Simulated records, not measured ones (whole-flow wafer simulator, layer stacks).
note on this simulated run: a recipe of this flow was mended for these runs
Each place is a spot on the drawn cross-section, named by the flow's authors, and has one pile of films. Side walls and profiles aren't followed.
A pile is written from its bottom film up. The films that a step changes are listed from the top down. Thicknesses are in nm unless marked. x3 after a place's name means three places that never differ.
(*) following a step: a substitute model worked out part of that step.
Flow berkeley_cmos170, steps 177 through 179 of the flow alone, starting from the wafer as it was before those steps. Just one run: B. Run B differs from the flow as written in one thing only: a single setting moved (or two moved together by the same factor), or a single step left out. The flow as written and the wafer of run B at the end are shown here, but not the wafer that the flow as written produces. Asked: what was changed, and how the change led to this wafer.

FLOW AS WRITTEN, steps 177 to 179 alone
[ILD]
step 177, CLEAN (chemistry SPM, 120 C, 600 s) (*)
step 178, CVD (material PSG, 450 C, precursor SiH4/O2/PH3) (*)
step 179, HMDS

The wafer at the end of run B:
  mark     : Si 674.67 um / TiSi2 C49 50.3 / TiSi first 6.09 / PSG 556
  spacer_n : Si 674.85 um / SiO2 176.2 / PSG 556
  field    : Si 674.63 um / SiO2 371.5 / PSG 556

What caused this: step 178, CVD: 417 C was run, though the flow has 450 C.

How this came from the change, step by step:
  step 178, CVD (material PSG, 450 C, precursor SiH4/O2/PH3) (*)
      field, mark, sd_n and 10 more: PSG gains 556 (new film) (as written it would have been: PSG gains 700 (new film))
